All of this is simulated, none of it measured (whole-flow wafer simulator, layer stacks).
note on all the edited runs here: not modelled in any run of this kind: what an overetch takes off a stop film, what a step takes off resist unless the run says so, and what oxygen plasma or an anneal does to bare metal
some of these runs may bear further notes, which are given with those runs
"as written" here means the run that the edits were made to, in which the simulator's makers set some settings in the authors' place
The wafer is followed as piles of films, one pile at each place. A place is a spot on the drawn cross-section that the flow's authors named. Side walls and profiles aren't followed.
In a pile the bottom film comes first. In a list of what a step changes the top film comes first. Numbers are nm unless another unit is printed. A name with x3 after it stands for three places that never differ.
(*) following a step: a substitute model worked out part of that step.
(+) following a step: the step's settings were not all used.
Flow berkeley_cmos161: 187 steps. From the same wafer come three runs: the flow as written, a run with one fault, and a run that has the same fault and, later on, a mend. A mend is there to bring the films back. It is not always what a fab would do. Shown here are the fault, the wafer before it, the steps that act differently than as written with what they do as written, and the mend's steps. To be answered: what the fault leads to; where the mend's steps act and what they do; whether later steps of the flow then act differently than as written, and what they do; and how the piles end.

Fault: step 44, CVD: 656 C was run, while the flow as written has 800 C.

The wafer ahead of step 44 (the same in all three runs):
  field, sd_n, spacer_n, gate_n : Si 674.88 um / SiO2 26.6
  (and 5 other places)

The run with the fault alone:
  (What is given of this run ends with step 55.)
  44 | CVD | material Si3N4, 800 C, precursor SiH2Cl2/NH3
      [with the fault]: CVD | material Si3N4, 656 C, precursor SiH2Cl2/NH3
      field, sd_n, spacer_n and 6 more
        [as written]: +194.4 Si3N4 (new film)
        [with the fault]: +14.4 Si3N4 (new film)
  Steps later in the flow that act otherwise than as written:
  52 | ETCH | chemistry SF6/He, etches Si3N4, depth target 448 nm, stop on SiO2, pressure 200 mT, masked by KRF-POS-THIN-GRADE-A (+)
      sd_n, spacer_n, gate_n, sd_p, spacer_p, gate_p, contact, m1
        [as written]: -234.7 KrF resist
        [with the fault]: -39 KrF resist
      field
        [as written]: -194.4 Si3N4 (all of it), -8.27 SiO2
        [with the fault]: -14.4 Si3N4 (all of it), -8.27 SiO2
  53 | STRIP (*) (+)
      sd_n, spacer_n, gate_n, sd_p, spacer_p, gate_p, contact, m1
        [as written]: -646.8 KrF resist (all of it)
        [with the fault]: -842.5 KrF resist (all of it)
  Once step 55 is done, the piles at sd_n, spacer_n, gate_n, sd_p, spacer_p, gate_p, contact, m1 depart from the flow's by more than 2% or 0.5 nm, whichever is larger.
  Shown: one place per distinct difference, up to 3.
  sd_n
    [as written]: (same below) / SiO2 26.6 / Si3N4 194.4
    [with the fault]: (same below) / SiO2 26.6 / Si3N4 14.4

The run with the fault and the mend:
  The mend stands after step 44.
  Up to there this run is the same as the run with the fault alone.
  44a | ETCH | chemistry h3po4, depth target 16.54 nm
      field, sd_n, spacer_n and 6 more
        -14.4 Si3N4 (all of it)
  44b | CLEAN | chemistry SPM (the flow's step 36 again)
      alters no film at any place that is followed
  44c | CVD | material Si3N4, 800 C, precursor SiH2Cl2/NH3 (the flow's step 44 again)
      field, sd_n, spacer_n and 6 more
        +194.4 Si3N4 (new film)
  None of the later steps of the flow acts differently than as written at any place that is followed.
  By the end, the piles equal the flow's at every place that both follow.
